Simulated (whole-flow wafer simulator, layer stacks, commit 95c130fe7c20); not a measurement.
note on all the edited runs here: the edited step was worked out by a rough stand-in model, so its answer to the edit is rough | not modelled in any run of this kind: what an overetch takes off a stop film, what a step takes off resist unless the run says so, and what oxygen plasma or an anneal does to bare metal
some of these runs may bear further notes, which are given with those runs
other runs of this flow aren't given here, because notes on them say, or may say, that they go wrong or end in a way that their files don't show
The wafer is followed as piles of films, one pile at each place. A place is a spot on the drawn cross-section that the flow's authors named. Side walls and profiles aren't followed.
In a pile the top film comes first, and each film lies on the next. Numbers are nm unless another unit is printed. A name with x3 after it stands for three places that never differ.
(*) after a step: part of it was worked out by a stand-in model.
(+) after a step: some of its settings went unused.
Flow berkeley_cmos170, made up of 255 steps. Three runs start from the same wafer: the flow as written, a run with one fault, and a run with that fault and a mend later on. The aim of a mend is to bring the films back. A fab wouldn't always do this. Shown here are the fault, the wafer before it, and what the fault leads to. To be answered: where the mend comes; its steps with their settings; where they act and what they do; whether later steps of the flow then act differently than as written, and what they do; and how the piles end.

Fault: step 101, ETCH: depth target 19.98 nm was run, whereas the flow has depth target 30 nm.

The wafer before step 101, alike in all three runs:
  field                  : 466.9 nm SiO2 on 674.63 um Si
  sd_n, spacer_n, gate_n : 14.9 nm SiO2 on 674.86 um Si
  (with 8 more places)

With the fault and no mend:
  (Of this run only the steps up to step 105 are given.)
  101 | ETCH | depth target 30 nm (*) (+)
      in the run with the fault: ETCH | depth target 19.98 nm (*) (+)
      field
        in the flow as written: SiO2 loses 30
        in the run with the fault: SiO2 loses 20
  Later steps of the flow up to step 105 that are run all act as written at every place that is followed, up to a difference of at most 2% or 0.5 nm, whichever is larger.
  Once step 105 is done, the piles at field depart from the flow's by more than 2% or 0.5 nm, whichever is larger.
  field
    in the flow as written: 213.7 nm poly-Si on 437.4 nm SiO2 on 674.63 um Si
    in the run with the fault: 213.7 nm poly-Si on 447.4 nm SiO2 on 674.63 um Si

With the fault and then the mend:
  The mend follows step 101.
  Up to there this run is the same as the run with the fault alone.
  101a | ETCH | depth target 10.02 nm (*) (+) (the flow's step 101 again, with other settings)
      field
        SiO2 loses 10
  Later steps of the flow that are run all act as written at every place that is followed.
  By the end, the piles equal the flow's at every place that both follow.
